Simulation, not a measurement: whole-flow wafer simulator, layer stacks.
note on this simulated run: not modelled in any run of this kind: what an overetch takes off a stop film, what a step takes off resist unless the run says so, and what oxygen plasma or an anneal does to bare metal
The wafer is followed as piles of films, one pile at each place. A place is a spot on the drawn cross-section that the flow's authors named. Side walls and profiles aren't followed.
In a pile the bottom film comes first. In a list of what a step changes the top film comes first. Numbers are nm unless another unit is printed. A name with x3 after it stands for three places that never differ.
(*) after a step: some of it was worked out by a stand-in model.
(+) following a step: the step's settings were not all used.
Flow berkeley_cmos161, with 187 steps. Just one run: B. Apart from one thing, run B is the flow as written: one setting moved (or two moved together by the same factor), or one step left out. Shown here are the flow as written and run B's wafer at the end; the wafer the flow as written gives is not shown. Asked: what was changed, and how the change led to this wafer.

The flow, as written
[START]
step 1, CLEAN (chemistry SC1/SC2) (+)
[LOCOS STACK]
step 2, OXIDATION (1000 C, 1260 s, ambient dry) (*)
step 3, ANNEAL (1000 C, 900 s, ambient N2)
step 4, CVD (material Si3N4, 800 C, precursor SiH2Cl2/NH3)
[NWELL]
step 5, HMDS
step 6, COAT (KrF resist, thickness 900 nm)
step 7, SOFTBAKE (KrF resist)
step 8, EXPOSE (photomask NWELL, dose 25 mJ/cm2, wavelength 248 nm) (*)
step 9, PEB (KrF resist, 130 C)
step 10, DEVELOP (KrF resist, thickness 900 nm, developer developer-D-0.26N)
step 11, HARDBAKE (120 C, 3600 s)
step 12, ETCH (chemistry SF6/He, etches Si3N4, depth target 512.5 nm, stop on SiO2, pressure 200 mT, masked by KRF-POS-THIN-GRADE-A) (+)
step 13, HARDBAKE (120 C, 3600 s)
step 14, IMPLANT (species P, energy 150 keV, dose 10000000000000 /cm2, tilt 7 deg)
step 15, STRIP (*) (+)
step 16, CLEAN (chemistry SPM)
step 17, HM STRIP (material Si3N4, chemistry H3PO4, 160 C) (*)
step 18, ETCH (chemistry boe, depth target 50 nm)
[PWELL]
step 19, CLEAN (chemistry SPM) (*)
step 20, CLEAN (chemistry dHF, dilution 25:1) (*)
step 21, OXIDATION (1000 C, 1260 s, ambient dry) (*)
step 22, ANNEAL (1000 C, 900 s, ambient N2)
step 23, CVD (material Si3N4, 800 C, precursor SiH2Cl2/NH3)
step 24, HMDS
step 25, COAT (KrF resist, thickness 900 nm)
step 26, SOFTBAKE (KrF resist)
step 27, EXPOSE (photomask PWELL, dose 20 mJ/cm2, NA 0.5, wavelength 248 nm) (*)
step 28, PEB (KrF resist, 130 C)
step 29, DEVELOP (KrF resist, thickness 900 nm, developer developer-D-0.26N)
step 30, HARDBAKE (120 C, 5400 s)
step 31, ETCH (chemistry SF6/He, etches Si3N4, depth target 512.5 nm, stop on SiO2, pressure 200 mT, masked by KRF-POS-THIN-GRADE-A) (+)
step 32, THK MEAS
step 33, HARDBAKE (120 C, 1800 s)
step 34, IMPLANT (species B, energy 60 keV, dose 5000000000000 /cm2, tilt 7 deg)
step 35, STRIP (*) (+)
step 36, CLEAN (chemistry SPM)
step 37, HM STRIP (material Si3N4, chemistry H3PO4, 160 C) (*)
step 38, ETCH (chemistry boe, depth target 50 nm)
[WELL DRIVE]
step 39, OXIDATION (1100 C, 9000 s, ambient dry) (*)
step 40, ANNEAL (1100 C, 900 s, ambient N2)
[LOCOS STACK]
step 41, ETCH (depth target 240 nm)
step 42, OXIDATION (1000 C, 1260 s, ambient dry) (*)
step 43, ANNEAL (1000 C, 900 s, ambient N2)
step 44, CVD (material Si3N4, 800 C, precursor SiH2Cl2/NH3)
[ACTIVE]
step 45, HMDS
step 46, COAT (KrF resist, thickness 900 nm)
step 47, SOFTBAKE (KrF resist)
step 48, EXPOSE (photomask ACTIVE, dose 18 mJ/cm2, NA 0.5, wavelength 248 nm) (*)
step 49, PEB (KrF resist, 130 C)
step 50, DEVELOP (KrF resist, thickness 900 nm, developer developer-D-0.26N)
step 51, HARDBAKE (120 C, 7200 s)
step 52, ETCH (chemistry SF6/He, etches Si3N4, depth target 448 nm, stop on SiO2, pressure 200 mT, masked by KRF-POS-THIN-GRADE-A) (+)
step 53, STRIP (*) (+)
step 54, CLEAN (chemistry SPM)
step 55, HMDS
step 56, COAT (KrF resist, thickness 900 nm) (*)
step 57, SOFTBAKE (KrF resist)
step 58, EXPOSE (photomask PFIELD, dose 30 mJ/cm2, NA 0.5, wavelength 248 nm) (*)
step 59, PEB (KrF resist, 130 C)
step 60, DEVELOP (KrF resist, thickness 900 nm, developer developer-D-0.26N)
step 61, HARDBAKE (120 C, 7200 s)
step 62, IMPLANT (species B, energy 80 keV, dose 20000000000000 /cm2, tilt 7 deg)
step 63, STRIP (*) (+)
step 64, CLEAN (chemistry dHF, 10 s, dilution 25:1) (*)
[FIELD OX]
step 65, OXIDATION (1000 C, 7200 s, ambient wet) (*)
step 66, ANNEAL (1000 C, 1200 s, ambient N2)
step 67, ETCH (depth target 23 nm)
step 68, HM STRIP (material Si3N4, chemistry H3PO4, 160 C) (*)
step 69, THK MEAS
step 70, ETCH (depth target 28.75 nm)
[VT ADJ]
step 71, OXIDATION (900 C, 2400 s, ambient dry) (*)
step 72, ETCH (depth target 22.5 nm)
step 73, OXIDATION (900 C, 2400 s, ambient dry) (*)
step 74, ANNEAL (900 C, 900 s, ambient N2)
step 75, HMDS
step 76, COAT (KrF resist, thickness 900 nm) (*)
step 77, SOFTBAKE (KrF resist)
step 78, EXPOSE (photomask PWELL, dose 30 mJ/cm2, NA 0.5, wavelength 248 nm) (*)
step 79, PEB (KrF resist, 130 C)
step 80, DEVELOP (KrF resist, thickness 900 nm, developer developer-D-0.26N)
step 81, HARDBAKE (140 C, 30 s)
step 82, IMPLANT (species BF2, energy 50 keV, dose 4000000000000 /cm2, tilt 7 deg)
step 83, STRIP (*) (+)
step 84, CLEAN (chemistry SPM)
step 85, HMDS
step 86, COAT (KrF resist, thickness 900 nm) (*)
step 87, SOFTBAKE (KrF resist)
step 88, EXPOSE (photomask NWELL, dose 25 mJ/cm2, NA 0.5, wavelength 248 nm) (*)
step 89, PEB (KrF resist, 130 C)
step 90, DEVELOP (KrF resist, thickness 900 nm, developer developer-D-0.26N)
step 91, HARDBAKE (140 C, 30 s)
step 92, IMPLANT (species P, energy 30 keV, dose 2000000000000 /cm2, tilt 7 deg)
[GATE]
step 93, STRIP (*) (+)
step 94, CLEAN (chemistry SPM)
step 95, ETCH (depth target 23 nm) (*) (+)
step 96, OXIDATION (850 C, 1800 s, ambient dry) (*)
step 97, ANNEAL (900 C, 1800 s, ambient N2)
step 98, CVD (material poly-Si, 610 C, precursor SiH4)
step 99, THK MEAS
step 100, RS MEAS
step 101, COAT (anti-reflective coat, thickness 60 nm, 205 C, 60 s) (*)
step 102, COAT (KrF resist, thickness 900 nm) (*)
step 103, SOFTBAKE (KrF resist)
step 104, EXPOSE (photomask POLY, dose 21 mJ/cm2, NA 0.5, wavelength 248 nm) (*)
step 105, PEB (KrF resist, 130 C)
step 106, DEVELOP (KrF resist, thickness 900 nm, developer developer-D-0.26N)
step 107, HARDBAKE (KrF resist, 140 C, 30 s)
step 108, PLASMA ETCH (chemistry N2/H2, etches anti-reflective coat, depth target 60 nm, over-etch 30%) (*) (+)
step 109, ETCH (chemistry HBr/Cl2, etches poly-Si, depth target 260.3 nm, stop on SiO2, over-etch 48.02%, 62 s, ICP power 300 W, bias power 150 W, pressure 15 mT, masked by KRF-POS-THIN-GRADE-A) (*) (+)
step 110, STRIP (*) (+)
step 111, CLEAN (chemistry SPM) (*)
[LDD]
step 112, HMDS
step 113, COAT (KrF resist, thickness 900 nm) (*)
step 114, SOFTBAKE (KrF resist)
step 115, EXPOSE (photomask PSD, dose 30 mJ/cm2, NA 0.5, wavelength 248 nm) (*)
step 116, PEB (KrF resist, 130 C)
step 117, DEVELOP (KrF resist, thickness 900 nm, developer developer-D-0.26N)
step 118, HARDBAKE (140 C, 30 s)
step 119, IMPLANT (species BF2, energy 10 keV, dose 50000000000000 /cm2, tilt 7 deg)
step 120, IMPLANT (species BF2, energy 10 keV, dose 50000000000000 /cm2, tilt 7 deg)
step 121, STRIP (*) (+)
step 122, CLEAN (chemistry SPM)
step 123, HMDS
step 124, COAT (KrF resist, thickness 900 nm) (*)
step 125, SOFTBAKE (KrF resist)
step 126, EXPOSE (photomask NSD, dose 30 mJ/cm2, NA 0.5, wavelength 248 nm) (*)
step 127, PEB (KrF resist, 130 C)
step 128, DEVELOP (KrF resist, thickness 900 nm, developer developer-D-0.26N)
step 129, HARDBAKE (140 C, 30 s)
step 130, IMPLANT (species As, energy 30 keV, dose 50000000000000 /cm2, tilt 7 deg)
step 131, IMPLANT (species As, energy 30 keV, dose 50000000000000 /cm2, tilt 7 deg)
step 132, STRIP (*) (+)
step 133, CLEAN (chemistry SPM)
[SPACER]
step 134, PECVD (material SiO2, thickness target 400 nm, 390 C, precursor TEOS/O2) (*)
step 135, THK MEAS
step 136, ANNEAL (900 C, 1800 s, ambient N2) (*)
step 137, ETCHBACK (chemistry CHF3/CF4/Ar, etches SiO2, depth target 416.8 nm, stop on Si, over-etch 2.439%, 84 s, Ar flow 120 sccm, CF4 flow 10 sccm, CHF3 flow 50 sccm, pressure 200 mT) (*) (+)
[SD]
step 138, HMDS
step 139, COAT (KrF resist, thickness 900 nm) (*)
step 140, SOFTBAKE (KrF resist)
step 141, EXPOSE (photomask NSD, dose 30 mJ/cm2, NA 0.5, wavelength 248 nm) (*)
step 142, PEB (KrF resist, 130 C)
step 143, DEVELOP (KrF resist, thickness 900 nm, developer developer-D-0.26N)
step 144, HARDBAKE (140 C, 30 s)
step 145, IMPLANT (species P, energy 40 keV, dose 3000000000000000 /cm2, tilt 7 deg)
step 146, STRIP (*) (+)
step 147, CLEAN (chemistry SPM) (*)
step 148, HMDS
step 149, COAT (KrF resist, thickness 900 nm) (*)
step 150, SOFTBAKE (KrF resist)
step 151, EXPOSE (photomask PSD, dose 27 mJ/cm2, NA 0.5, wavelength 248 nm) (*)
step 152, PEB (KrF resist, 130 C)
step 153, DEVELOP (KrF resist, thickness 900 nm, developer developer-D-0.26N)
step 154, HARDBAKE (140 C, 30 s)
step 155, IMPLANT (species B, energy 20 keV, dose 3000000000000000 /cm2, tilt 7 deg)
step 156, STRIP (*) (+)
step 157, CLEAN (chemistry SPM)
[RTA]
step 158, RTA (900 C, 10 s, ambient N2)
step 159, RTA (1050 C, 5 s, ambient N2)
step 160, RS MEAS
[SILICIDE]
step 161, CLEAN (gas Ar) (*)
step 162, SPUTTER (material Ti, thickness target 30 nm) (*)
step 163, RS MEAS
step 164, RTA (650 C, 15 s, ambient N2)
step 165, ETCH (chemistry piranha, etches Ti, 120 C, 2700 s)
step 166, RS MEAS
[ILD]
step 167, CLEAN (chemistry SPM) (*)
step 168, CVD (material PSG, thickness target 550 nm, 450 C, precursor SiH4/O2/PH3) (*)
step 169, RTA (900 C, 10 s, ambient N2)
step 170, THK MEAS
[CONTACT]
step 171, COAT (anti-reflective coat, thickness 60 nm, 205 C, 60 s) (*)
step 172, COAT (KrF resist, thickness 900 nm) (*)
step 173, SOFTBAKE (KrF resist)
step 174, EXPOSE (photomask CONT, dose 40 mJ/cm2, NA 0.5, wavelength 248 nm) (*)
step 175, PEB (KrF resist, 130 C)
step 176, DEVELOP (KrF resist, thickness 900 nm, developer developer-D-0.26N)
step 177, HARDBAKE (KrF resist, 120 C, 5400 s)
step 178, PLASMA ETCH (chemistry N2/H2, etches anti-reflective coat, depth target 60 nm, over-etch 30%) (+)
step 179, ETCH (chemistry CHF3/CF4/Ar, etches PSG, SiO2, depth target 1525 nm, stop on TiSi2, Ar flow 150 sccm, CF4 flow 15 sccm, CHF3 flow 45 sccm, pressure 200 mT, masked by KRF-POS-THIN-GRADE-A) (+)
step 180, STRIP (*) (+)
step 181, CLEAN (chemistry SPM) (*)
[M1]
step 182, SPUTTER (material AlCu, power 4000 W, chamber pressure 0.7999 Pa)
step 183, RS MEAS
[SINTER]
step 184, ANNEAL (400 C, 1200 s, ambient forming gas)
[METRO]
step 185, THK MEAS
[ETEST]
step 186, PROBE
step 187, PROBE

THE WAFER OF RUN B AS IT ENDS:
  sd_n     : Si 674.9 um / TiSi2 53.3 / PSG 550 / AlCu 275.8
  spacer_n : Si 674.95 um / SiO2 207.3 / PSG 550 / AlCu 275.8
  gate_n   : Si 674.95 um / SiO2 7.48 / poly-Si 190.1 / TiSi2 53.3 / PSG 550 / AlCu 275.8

The reason: step 39, OXIDATION: 1100 C, 9000 s, ambient dry (*), was omitted.

The path from the change to this, step by step:
  step 41, ETCH (depth target 240 nm)
      field, sd_n, spacer_n and 6 more: nothing (in the flow as written it would be: SiO2 loses 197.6 (all of it))
